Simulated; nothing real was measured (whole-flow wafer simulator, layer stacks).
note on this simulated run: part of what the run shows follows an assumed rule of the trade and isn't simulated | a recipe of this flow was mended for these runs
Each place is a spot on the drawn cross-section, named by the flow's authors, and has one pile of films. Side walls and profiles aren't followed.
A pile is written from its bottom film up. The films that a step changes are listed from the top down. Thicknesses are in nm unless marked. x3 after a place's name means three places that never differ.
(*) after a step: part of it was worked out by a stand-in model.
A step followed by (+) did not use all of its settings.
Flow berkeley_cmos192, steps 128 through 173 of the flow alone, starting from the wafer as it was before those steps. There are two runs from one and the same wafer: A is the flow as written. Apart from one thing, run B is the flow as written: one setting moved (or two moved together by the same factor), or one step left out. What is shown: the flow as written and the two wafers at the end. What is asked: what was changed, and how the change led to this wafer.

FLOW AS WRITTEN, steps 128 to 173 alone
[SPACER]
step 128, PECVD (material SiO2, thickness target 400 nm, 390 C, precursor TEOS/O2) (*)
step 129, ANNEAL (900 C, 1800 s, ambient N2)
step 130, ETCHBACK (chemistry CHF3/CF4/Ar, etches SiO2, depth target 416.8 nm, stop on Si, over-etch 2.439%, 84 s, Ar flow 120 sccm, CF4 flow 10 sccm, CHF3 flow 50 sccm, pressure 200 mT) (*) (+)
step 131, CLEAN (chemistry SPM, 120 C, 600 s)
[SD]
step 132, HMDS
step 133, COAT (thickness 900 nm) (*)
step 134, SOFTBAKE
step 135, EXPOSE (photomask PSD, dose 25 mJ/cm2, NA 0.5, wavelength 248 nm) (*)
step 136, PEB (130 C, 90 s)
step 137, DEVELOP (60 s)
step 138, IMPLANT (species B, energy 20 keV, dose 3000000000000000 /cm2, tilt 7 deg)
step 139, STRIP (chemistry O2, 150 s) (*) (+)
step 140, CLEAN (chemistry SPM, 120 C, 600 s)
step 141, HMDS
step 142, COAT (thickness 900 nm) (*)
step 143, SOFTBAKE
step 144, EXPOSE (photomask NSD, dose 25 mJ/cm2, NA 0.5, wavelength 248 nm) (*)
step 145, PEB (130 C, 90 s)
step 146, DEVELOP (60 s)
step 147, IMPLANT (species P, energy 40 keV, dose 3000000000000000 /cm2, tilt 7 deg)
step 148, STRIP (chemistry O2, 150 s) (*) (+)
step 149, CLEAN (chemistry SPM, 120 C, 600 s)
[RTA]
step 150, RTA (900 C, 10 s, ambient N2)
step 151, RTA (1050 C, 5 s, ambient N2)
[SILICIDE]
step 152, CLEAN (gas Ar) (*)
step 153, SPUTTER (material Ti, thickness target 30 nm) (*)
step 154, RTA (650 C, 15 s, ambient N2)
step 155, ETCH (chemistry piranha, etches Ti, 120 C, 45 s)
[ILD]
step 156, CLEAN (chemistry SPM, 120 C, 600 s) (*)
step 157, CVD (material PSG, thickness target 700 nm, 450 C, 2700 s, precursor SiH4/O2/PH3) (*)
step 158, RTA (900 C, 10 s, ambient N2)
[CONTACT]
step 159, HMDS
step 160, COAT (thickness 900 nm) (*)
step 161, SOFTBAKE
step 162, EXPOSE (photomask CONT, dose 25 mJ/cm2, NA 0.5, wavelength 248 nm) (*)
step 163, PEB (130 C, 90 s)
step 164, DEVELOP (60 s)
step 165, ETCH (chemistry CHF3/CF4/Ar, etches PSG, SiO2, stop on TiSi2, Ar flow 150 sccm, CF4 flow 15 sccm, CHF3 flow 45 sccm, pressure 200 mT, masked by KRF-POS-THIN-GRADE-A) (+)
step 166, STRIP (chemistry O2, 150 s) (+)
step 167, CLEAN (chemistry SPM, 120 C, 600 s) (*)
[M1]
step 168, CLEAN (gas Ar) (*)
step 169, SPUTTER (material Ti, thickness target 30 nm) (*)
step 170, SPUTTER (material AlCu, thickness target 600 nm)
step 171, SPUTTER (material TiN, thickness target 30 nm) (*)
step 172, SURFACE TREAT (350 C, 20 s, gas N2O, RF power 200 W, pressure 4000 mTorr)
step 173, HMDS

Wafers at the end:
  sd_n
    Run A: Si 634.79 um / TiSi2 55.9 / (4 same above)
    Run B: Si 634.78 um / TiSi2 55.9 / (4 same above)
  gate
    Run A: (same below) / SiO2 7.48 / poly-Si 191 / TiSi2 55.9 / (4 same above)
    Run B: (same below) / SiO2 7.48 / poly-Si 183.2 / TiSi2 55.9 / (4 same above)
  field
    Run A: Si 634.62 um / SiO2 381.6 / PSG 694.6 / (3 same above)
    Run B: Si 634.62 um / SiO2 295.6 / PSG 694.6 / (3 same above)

The reason: step 128, PECVD: thickness target 314 nm was run, while the flow as written has thickness target 400 nm.

How this came from the change, step by step:
  step 128, PECVD (material SiO2, thickness target 400 nm, 390 C, precursor TEOS/O2) (*)
      field, sd_n, contact, m1: A +400 SiO2 | B +314 SiO2
      spacer_n, sd_p, spacer_p: A +386.5 SiO2 | B +303.7 SiO2
      (and at 2 other places as well)
  step 130, ETCHBACK (chemistry CHF3/CF4/Ar, etches SiO2, depth target 416.8 nm, stop on Si, over-etch 2.439%, 84 s, Ar flow 120 sccm, CF4 flow 10 sccm, CHF3 flow 50 sccm, pressure 200 mT) (*) (+)
      gate, gate_p: A -400 SiO2 (all of it), -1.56 chemical SiO2 (all of it), -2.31 poly-Si | B -314 SiO2 (all of it), -1.56 chemical SiO2 (all of it), -10.1 poly-Si
      sd_n: A -406 SiO2 (all of it), -2.31 Si | B -320 SiO2 (all of it), -10.1 Si
      (and at 3 other places as well)
  step 133, COAT (thickness 900 nm) (*)
      sd_n: A +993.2 KrF-resist (new film) | B +948.7 KrF-resist (new film)
      spacer_n: A +785.3 KrF-resist (new film) | B +822.5 KrF-resist (new film)
      (and at 6 other places as well)
  step 137, DEVELOP (60 s)
      sd_p: A -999 KrF-resist (all of it) | B -959.1 KrF-resist (all of it)
      spacer_p: A -778.4 KrF-resist (all of it) | B -818.6 KrF-resist (all of it)
      (and at 1 other place as well)
  step 139, STRIP (chemistry O2, 150 s) (*) (+)
      sd_n: A -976 KrF-resist (all of it), +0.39 chemical SiO2, -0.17 Si | B -931.7 KrF-resist (all of it), +0.4 chemical SiO2, -0.18 Si
      spacer_n: A -768.7 KrF-resist (all of it) | B -805.8 KrF-resist (all of it)
      (and at 3 other places as well)
  step 142, COAT (thickness 900 nm) (*)
      sd_n: A +993.1 KrF-resist (new film) | B +948.6 KrF-resist (new film)
      spacer_n: A +785.4 KrF-resist (new film) | B +822.6 KrF-resist (new film)
      (and at 6 other places as well)
  step 146, DEVELOP (60 s)
      sd_n: A -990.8 KrF-resist (all of it) | B -946.5 KrF-resist (all of it)
      spacer_n: A -783.7 KrF-resist (all of it) | B -820.8 KrF-resist (all of it)
      (and at 3 other places as well)
  step 148, STRIP (chemistry O2, 150 s) (*) (+)
      gate_p: A -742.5 KrF-resist (all of it), +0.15 chemical SiO2 | B -704.6 KrF-resist (all of it), +0.15 chemical SiO2, -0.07 poly-Si
      sd_p: A -983.9 KrF-resist (all of it), +0.15 chemical SiO2, -0.07 Si | B -944.1 KrF-resist (all of it), +0.15 chemical SiO2, -0.07 Si
      (and at 1 other place as well)
  step 153, SPUTTER (material Ti, thickness target 30 nm) (*)
      sd_p: A +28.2 Ti (new film) | B +29.3 Ti (new film)
  step 154, RTA (650 C, 15 s, ambient N2)
      sd_p: A -22 Ti, +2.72 TiSi first (new film), +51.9 TiSi2 C49 (new film), -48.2 Si | B -22.8 Ti, +4.74 TiSi first (new film), +51 TiSi2 C49 (new film), -48.7 Si
  step 157, CVD (material PSG, thickness target 700 nm, 450 C, 2700 s, precursor SiH4/O2/PH3) (*)
      sd_p: A +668 PSG (new film) | B +684.3 PSG (new film)
  step 158, RTA (900 C, 10 s, ambient N2)
      sd_p: A under 1 film: +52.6 TiSi2 (new film), -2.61 TiSi first (all of it), -51.9 TiSi2 C49 (all of it), -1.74 Si | B under 1 film: +54.5 TiSi2 (new film), -4.63 TiSi first (all of it), -51 TiSi2 C49 (all of it), -3.08 Si
  step 160, COAT (thickness 900 nm) (*)
      sd_n: A +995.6 KrF-resist (new film) | B +948.4 KrF-resist (new film)
      spacer_n: A +823.6 KrF-resist (new film) | B +850.3 KrF-resist (new film)
      (and at 6 other places as well)
  step 164, DEVELOP (60 s)
      contact: A -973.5 KrF-resist (all of it) | B -936.4 KrF-resist (all of it)
  step 166, STRIP (chemistry O2, 150 s) (+)
      sd_n: A -784.4 KrF-resist (all of it) | B -737.3 KrF-resist (all of it)
      spacer_n: A -612.8 KrF-resist (all of it) | B -639.4 KrF-resist (all of it)
      (and at 5 other places as well)
  step 169, SPUTTER (material Ti, thickness target 30 nm) (*)
      sd_p: A +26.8 Ti (new film) | B +28.4 Ti (new film)
  ... and 1 more step ...
  step 171, SPUTTER (material TiN, thickness target 30 nm) (*)
      sd_p: A +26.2 TiN (new film) | B +28.3 TiN (new film)
